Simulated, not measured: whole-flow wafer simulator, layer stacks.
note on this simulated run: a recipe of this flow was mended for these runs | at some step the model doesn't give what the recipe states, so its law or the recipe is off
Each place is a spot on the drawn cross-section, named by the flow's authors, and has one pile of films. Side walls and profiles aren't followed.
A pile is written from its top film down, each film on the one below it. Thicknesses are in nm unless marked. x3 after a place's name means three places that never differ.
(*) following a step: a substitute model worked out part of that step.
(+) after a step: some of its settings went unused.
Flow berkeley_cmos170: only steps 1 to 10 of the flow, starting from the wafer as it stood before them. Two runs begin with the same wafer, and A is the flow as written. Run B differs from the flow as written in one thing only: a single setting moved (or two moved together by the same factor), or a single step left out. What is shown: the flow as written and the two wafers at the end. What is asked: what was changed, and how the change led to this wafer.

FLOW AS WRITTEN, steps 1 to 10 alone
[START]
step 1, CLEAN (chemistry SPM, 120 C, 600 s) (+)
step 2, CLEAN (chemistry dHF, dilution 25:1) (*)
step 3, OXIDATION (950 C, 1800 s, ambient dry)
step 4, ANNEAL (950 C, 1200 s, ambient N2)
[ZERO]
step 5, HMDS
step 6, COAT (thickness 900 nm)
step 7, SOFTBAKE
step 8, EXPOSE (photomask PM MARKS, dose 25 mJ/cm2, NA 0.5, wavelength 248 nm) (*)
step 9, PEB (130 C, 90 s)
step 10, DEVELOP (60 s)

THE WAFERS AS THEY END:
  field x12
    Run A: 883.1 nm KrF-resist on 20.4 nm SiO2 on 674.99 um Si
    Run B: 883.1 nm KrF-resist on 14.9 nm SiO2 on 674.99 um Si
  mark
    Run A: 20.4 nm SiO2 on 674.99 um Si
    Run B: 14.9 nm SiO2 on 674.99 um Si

What caused this: step 3, OXIDATION: 1080 s was run, though the flow has 1800 s.

How this came from the change, step by step:
  step 3, OXIDATION (950 C, 1800 s, ambient dry)
      field x12, mark: A +20.4 SiO2 (new film), -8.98 Si | B +14.9 SiO2 (new film), -6.58 Si
